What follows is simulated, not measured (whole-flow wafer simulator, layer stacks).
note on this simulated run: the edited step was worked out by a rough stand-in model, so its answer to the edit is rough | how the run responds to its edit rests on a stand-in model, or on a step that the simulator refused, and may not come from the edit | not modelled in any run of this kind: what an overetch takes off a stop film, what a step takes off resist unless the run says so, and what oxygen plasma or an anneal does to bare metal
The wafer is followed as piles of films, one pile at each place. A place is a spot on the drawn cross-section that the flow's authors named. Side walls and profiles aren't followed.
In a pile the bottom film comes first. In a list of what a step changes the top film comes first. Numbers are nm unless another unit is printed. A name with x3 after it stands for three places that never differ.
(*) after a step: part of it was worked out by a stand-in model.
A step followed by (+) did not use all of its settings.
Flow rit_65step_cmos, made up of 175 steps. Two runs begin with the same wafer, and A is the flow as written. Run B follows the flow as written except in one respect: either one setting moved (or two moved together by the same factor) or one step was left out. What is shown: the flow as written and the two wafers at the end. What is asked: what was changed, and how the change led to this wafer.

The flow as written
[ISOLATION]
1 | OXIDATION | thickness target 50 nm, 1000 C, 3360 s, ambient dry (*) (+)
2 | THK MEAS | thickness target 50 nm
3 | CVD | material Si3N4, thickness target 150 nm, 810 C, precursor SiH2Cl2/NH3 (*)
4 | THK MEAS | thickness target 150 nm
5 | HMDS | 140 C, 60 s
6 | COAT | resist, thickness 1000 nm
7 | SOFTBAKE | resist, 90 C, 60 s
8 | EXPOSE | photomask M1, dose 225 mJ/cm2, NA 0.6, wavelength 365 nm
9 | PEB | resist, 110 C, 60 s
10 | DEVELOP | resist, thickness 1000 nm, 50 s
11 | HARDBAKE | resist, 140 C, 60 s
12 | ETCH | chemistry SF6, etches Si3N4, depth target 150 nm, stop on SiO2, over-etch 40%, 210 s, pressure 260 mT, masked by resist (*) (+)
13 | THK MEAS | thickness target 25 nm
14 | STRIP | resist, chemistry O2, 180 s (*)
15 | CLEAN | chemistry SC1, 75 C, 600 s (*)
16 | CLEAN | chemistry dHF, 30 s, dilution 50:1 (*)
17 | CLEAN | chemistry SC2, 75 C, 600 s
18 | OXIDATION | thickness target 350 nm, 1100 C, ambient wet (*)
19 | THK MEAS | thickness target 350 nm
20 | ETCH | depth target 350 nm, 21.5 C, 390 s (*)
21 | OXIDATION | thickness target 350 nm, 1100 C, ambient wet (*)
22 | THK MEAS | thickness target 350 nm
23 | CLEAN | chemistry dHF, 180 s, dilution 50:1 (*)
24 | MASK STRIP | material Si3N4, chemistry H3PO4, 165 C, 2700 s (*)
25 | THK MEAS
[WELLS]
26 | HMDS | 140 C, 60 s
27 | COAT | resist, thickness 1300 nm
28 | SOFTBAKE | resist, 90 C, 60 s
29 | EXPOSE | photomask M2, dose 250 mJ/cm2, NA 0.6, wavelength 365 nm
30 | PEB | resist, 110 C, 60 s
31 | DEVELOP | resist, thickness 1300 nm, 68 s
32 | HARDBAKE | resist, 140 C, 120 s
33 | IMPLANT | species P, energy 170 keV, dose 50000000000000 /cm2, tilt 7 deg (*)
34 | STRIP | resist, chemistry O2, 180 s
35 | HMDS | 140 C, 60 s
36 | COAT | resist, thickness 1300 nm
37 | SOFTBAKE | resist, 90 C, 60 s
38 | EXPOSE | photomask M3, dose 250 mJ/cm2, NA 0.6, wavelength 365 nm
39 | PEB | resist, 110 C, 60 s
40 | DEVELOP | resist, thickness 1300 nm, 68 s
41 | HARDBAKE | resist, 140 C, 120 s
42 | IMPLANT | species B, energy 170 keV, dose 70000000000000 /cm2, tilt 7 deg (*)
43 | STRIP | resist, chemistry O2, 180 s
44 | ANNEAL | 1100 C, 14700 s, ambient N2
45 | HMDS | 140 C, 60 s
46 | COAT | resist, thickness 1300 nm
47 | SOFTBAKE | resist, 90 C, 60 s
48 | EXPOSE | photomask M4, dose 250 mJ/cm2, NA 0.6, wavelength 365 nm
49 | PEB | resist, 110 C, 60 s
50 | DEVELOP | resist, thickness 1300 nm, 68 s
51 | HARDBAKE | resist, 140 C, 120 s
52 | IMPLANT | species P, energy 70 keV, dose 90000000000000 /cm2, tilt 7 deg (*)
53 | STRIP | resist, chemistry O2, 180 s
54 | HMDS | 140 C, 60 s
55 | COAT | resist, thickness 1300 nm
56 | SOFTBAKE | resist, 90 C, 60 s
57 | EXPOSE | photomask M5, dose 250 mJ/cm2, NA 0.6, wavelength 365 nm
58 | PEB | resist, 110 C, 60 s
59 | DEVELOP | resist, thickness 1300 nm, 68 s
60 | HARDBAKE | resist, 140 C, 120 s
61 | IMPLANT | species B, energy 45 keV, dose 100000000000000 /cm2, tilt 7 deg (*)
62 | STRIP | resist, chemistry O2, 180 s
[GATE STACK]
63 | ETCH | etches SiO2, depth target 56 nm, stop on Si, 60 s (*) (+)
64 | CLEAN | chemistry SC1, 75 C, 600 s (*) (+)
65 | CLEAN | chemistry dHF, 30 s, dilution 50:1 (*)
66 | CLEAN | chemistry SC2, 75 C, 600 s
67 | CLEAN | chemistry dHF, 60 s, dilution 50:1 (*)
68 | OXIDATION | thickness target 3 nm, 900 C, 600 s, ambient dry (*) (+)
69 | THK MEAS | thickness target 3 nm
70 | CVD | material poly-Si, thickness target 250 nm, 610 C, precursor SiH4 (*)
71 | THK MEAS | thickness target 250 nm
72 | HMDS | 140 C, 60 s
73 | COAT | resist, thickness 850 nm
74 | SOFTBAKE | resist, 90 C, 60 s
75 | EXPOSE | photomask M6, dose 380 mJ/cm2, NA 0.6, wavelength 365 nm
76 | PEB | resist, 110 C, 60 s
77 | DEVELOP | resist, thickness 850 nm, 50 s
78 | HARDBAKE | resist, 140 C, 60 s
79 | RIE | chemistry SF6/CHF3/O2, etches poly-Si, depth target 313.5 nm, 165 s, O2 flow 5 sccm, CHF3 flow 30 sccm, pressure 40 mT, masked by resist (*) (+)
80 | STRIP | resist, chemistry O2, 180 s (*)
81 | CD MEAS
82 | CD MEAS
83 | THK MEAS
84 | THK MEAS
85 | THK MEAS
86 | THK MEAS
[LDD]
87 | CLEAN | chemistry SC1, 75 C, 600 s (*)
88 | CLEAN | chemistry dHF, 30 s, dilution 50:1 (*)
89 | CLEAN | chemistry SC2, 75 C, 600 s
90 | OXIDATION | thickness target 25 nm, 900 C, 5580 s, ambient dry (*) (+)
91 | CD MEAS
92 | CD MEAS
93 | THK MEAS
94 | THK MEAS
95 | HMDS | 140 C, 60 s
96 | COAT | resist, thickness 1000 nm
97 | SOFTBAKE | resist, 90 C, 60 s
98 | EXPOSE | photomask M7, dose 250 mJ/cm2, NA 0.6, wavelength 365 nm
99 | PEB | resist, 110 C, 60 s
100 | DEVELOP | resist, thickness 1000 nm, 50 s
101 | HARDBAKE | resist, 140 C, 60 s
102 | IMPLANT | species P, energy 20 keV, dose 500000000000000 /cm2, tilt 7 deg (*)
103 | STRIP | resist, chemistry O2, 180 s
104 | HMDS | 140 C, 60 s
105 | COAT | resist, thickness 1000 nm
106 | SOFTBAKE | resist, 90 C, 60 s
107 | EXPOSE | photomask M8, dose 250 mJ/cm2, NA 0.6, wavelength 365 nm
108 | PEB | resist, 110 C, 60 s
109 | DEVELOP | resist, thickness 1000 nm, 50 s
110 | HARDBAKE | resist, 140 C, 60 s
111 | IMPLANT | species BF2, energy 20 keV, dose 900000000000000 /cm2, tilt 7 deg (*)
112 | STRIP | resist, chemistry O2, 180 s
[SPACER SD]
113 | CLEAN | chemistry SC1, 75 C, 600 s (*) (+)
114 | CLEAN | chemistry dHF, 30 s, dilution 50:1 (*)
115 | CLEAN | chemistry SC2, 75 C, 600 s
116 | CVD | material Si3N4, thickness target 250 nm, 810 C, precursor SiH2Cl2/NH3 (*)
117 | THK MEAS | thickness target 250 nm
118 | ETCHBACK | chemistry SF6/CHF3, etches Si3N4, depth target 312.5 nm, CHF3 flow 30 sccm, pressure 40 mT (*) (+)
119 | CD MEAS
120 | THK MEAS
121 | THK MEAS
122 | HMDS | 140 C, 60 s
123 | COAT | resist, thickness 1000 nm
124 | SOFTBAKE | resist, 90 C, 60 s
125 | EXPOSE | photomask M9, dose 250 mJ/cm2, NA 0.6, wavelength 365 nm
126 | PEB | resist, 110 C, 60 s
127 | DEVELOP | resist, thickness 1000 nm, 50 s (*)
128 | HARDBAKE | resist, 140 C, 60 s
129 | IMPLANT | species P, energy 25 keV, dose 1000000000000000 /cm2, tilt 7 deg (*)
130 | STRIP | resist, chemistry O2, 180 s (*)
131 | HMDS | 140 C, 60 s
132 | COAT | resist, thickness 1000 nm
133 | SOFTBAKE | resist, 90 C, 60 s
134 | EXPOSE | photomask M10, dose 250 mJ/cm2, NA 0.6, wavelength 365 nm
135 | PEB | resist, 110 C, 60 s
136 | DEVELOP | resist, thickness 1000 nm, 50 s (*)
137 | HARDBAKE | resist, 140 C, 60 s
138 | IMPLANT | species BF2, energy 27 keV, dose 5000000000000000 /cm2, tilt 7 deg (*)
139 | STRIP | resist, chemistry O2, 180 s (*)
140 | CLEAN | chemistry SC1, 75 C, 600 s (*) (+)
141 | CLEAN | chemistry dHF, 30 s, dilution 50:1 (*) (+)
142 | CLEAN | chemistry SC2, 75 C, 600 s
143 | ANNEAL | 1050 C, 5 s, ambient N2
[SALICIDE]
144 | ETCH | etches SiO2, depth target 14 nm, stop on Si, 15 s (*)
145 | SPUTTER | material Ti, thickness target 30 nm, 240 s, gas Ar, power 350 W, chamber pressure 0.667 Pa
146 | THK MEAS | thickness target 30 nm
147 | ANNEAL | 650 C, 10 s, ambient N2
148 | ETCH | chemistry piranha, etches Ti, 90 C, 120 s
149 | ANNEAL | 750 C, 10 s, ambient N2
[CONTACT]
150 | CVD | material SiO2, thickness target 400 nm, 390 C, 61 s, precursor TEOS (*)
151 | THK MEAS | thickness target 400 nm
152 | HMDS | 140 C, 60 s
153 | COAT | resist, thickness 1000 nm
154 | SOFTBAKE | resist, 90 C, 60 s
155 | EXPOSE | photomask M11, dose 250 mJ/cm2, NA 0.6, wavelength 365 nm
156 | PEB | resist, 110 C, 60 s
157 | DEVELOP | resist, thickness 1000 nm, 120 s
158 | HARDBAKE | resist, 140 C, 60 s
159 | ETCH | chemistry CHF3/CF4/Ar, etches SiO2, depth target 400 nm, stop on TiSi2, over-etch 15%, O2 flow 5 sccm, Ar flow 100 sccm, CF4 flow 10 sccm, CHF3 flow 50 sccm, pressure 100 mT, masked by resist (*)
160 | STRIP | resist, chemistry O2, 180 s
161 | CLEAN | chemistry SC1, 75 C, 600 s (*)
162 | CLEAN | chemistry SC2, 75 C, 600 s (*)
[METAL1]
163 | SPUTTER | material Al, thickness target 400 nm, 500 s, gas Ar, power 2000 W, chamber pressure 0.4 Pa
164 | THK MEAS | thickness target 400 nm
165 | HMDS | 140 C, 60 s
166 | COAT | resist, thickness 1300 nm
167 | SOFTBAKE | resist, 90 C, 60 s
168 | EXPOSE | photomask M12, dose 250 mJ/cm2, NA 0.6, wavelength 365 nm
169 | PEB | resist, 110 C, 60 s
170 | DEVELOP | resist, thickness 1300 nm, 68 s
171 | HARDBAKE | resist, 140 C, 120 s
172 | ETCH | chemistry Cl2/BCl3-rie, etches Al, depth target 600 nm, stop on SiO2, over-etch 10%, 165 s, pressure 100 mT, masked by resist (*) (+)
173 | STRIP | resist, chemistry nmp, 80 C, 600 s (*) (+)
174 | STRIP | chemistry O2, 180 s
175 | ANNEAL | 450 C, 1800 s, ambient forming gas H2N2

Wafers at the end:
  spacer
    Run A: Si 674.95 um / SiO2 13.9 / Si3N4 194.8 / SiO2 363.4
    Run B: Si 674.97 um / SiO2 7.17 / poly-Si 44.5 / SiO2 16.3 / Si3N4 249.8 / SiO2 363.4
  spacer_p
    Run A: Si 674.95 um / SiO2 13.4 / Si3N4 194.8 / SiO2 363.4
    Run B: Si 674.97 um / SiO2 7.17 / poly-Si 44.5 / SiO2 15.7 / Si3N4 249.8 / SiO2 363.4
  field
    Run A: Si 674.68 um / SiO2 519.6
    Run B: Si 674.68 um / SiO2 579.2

What caused this: step 70, CVD: thickness target 375 nm was run, though the flow has thickness target 250 nm.

How this came from the change, step by step:
  70 | CVD | material poly-Si, thickness target 250 nm, 610 C, precursor SiH4 (*)
      field, field_pw, field_nw and 11 more: A poly-Si gains 250 (new film) | B poly-Si gains 375 (new film)
  79 | RIE | chemistry SF6/CHF3/O2, etches poly-Si, depth target 313.5 nm, 165 s, O2 flow 5 sccm, CHF3 flow 30 sccm, pressure 40 mT, masked by resist (*) (+)
      active_n, active_p, spacer, spacer_p, sd_n, sd_p, contact, m1: A poly-Si loses 250 (all of it), SiO2 loses 7.17 (all of it) | B poly-Si loses 313.5
      field, field_pw, field_nw, field_p: A poly-Si loses 250 (all of it), SiO2 loses 10.9 | B poly-Si loses 313.5
  80 | STRIP | resist, chemistry O2, 180 s (*)
      active_n, active_p, spacer, spacer_p, sd_n, sd_p, contact, m1: A chemical SiO2 gains 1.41 (new film), Si loses 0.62 | B chemical SiO2 gains 1.41 (new film), poly-Si loses 0.62
      field, field_pw, field_nw, field_p: A nothing | B chemical SiO2 gains 1.41 (new film), poly-Si loses 0.62
  87 | CLEAN | chemistry SC1, 75 C, 600 s (*)
      active_n, active_p, spacer, spacer_p, sd_n, sd_p, contact, m1: A chemical SiO2 loses 0.81, Si loses 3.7 | B chemical SiO2 loses 0.81, poly-Si loses 3.7
      field, field_pw, field_nw, field_p: A SiO2 loses 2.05 | B chemical SiO2 loses 0.81, poly-Si loses 3.7
  88 | CLEAN | chemistry dHF, 30 s, dilution 50:1 (*)
      field, field_pw, field_nw, field_p: A SiO2 loses 2.78 | B chemical SiO2 loses 0.6 (all of it)
  90 | OXIDATION | thickness target 25 nm, 900 C, 5580 s, ambient dry (*) (+)
      active_n, active_p, spacer, spacer_p, sd_n, sd_p, contact, m1: A SiO2 gains 26.5 (new film), chemical SiO2 loses 0.4 (all of it), Si loses 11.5 | B SiO2 gains 28.9 (new film), chemical SiO2 loses 0.4 (all of it), poly-Si loses 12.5
      field, field_pw: A SiO2 gains 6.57, Si loses 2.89 | B SiO2 gains 28.9 (new film), chemical SiO2 loses 0.4 (all of it), poly-Si loses 12.5
      (also at 2 further places)
  96 | COAT | resist, thickness 1000 nm
      gate_n, gate_p: A resist gains 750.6 (new film) | B resist gains 700.9 (new film)
  99 | PEB | resist, 110 C, 60 s
      gate_n, gate_p: A resist loses 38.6 | B resist loses 35.9
  100 | DEVELOP | resist, thickness 1000 nm, 50 s
      gate_n: A resist loses 712.1 (all of it) | B resist loses 665 (all of it)
  101 | HARDBAKE | resist, 140 C, 60 s
      gate_p: A resist loses 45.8 | B resist loses 42.3
  103 | STRIP | resist, chemistry O2, 180 s
      gate_p: A resist loses 666.3 (all of it) | B resist loses 622.7 (all of it)
  105 | COAT | resist, thickness 1000 nm
      gate_n, gate_p: A resist gains 750.6 (new film) | B resist gains 700.9 (new film)
  108 | PEB | resist, 110 C, 60 s
      gate_n, gate_p: A resist loses 38.6 | B resist loses 35.9
  109 | DEVELOP | resist, thickness 1000 nm, 50 s
      gate_p: A resist loses 712.1 (all of it) | B resist loses 665 (all of it)
  110 | HARDBAKE | resist, 140 C, 60 s
      gate_n: A resist loses 45.8 | B resist loses 42.3
  112 | STRIP | resist, chemistry O2, 180 s
      gate_n: A resist loses 666.3 (all of it) | B resist loses 622.7 (all of it)
  ... 17 other steps ...
  170 | DEVELOP | resist, thickness 1300 nm, 68 s
      field: A resist loses 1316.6 (all of it) | B resist loses 1285.4 (all of it)
      field_p: A resist loses 1324.1 (all of it) | B resist loses 1293.1 (all of it)
      (also at 4 further places)
